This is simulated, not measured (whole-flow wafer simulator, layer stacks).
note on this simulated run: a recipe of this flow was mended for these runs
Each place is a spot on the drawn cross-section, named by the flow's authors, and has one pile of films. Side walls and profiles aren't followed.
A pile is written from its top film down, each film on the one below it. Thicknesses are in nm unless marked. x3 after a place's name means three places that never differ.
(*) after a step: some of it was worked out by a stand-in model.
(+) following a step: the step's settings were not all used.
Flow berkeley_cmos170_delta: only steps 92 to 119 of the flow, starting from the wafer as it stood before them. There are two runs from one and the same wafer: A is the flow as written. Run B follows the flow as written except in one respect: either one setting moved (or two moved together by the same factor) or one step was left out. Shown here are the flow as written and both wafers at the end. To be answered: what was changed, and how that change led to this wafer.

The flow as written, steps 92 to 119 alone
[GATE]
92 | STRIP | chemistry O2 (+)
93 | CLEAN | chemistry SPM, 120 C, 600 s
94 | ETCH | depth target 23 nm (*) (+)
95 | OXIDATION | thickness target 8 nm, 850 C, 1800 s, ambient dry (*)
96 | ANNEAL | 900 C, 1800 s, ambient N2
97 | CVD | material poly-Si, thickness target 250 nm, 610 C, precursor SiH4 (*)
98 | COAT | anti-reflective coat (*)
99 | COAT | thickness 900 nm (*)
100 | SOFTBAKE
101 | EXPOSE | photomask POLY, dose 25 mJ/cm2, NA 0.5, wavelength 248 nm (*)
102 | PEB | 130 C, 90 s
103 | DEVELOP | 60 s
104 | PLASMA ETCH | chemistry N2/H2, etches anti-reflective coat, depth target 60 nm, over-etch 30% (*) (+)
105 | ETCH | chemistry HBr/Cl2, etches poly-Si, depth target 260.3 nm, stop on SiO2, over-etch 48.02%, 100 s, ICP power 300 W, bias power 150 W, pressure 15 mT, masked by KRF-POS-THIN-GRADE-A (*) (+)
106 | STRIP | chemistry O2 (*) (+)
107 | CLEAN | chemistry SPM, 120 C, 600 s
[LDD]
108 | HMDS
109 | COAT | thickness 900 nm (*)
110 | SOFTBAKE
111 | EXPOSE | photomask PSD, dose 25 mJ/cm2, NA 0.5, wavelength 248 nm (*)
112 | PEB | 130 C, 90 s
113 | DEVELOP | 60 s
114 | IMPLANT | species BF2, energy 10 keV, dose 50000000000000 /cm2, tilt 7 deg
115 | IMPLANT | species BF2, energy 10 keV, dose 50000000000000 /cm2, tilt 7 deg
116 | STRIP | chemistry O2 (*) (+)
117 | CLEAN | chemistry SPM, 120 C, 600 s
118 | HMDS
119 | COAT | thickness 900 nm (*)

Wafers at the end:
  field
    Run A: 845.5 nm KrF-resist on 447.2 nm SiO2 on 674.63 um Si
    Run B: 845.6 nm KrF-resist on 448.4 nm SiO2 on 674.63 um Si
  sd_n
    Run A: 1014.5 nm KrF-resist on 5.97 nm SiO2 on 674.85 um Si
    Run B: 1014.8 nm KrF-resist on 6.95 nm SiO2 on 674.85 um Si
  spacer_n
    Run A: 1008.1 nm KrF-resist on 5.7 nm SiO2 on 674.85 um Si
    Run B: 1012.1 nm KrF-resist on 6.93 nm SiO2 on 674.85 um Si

The reason: step 97, CVD: thickness target 280 nm was run, while the flow as written has thickness target 250 nm.

The path from the change to this, step by step:
  97 | CVD | material poly-Si, thickness target 250 nm, 610 C, precursor SiH4 (*)
      field, sd_n, spacer_n and 6 more: A poly-Si gains 250 (new film) | B poly-Si gains 280 (new film)
  105 | ETCH | chemistry HBr/Cl2, etches poly-Si, depth target 260.3 nm, stop on SiO2, over-etch 48.02%, 100 s, ICP power 300 W, bias power 150 W, pressure 15 mT, masked by KRF-POS-THIN-GRADE-A (*) (+)
      field: A poly-Si loses 245.4 (all of it), SiO2 loses 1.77 | B poly-Si loses 275.3 (all of it), SiO2 loses 0.55
      sd_n: A poly-Si loses 248.7 (all of it), SiO2 loses 1.52 | B poly-Si loses 278.7 (all of it), SiO2 loses 0.53
      (as well as at 5 more places)
  109 | COAT | thickness 900 nm (*)
      gate: A KrF-resist gains 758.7 (new film) | B KrF-resist gains 734.4 (new film)
      gate_p: A KrF-resist gains 754.5 (new film) | B KrF-resist gains 730.2 (new film)
  113 | DEVELOP | 60 s
      gate_p: A KrF-resist loses 752.9 (all of it) | B KrF-resist loses 728.7 (all of it)
  116 | STRIP | chemistry O2 (*) (+)
      gate: A KrF-resist loses 742.2 (all of it), chemical SiO2 gains 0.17 | B KrF-resist loses 717.9 (all of it), chemical SiO2 gains 0.17
  119 | COAT | thickness 900 nm (*)
      gate: A KrF-resist gains 758 (new film) | B KrF-resist gains 733.6 (new film)
      gate_p: A KrF-resist gains 753.6 (new film) | B KrF-resist gains 729.3 (new film)
